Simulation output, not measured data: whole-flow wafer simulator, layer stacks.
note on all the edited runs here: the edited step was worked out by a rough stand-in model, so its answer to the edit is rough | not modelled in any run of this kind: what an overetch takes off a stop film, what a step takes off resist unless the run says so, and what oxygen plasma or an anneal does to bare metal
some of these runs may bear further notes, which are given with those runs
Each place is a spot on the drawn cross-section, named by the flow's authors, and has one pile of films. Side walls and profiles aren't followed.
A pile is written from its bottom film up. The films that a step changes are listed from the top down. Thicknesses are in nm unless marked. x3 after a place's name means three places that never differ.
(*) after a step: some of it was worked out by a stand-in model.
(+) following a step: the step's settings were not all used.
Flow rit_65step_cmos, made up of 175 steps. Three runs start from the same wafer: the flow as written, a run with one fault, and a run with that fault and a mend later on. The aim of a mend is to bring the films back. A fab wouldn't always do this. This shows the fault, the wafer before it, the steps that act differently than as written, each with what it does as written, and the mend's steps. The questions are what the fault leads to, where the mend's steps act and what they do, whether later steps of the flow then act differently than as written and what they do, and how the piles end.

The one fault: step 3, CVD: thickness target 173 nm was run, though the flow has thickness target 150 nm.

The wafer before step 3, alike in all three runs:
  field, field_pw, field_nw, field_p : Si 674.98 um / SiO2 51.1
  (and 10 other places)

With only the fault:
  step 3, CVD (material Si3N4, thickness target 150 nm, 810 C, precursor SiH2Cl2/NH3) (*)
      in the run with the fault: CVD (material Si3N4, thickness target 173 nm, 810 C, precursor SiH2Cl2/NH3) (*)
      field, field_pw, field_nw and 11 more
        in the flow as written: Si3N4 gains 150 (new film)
        in the run with the fault: Si3N4 gains 173 (new film)
  Steps later in the flow that act otherwise than as written (57 other steps are not shown; they differ only slightly, by no more than 2% or 0.5 nm, whichever is larger):
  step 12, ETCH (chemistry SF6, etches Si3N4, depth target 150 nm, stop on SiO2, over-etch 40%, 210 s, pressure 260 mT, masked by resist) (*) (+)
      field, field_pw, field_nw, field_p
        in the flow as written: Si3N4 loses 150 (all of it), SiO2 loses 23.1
        in the run with the fault: Si3N4 loses 173 (all of it), SiO2 loses 14.2
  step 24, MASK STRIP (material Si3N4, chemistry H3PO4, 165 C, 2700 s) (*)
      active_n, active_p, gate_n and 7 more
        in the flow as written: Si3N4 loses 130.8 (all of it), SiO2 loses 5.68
        in the run with the fault: Si3N4 loses 153.8 (all of it), SiO2 loses 4.8
  At the end the piles are close to the flow's at the places that both follow, differing by at most 2% or 0.5 nm, whichever is larger.

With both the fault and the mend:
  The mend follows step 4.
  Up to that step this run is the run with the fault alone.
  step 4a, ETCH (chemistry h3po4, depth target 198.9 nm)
      field, field_pw, field_nw and 11 more
        Si3N4 loses 173 (all of it)
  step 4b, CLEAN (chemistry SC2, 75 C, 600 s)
      alters no film at any place that is followed
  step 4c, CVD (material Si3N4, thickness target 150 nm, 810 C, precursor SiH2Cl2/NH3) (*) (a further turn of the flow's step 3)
      field, field_pw, field_nw and 11 more
        Si3N4 gains 150 (new film)
  None of the later steps of the flow acts differently than as written at any place that is followed.
  By the end, the piles equal the flow's at every place that both follow.
